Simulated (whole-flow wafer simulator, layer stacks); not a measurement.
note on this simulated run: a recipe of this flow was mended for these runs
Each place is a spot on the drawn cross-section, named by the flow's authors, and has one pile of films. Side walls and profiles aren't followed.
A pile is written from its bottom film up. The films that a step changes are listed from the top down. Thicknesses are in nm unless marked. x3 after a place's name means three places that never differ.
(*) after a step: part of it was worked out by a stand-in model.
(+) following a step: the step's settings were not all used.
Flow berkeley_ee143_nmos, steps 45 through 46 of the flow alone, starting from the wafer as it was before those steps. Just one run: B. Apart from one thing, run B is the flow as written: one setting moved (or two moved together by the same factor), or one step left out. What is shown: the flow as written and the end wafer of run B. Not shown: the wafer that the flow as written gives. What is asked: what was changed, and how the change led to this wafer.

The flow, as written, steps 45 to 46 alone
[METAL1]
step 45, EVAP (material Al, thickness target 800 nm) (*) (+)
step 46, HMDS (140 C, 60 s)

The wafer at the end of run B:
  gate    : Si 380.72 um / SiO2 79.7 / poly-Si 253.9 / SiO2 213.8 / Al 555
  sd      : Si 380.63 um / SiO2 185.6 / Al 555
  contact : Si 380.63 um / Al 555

Cause: step 45, EVAP: thickness target 555 nm was run, while the flow as written has thickness target 800 nm.
The wafer lets one read it off: gate has Al 555, and step 45 as written asks for 800 nm.

Step by step, how the change led to this:
  step 45, EVAP (material Al, thickness target 800 nm) (*) (+)
      gate, sd, contact, field: Al gains 555 (new film) (it would be, as written: Al gains 800 (new film))
